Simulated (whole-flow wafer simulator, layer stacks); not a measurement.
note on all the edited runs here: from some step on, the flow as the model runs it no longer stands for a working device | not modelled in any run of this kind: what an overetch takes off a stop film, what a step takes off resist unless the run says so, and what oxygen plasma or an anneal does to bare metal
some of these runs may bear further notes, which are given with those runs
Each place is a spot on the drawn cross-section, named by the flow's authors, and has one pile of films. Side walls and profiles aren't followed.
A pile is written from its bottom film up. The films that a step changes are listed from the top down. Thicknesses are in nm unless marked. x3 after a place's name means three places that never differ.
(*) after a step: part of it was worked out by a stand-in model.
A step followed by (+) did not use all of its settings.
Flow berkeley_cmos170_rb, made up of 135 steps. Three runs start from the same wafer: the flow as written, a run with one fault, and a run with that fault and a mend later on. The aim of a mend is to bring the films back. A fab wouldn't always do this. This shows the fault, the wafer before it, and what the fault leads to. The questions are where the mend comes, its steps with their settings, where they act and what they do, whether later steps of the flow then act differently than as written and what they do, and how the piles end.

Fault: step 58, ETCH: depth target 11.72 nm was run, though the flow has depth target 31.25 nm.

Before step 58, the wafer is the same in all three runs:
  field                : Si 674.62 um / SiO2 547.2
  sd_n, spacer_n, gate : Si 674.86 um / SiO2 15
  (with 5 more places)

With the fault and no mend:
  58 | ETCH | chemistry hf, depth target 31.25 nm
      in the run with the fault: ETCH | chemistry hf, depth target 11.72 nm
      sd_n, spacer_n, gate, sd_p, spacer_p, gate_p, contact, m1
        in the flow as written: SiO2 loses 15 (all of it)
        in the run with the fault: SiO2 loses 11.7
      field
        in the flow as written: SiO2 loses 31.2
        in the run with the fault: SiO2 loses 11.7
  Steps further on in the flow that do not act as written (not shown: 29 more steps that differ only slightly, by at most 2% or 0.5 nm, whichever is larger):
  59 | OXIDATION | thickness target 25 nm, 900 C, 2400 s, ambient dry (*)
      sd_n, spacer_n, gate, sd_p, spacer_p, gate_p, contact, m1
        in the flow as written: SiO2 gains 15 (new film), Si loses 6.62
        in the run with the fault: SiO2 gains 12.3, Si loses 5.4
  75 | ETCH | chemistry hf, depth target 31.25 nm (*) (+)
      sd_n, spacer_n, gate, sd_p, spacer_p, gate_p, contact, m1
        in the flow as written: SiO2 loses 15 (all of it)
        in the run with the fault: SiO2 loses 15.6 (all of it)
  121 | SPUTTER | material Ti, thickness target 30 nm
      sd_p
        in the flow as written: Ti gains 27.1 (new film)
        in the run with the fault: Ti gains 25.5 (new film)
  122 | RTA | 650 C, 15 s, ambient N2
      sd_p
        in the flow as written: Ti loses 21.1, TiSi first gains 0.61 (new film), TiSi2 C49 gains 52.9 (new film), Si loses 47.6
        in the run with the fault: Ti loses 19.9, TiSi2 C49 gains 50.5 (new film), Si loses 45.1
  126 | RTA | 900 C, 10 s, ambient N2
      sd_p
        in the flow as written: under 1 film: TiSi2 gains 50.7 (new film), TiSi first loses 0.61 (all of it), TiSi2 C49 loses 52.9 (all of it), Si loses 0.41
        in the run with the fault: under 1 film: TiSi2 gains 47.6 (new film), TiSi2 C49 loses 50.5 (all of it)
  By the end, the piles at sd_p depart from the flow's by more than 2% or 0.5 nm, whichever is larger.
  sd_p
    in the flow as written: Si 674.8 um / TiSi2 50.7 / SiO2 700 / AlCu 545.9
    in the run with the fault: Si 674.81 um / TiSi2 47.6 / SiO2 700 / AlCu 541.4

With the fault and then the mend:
  The mend stands after step 58.
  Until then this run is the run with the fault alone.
  58a | ETCH | chemistry hf, depth target 19.53 nm (a further turn of the flow's step 58, with different settings)
      sd_n, spacer_n, gate, sd_p, spacer_p, gate_p, contact, m1
        SiO2 loses 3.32 (all of it)
      field
        SiO2 loses 19.5
  Every later step of the flow that is run acts as written, at every place that is followed, to within 2% or 0.5 nm, whichever is larger.
  At every place that both follow, the piles at the end match the flow's.
